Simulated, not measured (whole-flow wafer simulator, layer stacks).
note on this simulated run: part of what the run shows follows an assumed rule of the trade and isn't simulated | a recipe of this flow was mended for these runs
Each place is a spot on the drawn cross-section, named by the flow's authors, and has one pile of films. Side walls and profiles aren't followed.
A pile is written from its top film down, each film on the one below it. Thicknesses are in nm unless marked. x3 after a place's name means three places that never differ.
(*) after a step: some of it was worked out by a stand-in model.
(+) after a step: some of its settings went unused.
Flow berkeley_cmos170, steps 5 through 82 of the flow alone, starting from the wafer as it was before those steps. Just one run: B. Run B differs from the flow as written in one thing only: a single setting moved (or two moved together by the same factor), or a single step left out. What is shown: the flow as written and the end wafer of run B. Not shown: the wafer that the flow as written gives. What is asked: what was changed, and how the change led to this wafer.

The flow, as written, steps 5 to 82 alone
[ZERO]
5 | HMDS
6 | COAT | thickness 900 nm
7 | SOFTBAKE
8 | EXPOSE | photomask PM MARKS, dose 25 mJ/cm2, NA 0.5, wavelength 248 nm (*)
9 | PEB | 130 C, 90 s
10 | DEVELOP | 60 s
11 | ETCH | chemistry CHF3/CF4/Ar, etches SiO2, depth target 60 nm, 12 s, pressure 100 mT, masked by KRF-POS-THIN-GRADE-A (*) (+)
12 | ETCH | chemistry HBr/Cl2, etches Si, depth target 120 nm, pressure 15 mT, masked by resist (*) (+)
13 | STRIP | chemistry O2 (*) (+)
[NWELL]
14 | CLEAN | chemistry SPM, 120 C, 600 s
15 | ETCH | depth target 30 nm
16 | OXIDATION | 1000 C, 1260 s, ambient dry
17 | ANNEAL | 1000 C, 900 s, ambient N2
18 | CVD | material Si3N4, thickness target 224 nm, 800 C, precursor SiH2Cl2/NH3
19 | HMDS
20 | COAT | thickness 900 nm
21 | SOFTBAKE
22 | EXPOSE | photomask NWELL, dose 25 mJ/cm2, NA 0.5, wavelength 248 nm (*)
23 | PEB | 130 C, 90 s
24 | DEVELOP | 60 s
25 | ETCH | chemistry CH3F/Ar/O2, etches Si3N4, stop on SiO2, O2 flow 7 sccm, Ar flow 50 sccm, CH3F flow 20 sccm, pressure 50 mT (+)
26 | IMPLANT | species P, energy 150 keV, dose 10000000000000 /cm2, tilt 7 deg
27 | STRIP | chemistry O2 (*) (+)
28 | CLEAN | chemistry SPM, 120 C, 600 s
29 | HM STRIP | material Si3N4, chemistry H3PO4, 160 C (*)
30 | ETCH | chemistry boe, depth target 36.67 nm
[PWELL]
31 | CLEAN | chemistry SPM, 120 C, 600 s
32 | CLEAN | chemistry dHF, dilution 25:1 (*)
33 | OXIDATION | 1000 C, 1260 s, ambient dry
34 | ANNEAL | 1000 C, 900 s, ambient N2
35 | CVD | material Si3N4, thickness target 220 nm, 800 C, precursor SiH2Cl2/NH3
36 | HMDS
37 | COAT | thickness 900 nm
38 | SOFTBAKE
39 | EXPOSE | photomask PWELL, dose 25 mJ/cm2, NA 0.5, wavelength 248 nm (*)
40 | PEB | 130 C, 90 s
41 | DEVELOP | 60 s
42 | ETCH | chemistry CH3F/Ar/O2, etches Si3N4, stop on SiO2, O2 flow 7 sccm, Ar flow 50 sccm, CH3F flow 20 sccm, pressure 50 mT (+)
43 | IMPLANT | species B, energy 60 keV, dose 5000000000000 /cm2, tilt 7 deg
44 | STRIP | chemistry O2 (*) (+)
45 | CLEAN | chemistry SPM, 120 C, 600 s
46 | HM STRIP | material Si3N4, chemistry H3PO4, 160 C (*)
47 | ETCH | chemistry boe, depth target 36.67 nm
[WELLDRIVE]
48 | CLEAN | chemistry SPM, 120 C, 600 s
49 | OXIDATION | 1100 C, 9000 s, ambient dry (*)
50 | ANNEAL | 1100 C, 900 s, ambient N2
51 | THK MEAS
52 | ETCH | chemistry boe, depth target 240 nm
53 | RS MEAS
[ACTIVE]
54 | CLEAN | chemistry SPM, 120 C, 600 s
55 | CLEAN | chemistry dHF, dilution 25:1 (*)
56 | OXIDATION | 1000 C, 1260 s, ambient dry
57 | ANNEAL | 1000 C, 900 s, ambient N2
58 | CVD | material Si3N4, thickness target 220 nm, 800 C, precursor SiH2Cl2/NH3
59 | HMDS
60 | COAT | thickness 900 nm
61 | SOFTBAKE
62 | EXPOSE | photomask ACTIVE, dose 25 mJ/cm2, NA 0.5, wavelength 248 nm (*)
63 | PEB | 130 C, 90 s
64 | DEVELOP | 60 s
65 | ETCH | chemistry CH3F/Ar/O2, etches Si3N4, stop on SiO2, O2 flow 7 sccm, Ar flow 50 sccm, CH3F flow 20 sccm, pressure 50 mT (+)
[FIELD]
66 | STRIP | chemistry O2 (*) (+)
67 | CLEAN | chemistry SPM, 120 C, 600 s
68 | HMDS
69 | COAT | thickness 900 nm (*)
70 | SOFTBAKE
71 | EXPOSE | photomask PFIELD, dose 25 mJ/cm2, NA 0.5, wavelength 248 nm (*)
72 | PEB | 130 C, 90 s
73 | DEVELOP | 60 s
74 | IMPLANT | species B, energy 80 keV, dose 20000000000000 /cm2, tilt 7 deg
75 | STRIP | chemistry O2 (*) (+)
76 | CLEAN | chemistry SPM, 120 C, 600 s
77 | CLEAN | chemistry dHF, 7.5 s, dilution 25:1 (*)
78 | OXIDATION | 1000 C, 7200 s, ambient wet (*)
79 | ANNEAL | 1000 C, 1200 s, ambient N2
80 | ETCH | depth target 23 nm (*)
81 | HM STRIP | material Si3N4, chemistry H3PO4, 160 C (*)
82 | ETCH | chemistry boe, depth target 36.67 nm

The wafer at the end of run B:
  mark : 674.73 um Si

The reason: step 12, ETCH: depth target 138 nm was run, though the flow has depth target 120 nm.

How this came from the change, step by step:
  12 | ETCH | chemistry HBr/Cl2, etches Si, depth target 120 nm, pressure 15 mT, masked by resist (*) (+)
      field, sd_n, spacer_n and 9 more: -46 KrF-resist (in the flow as written it would be: -40 KrF-resist)
      mark: -138 Si (in the flow as written it would be: -120 Si)
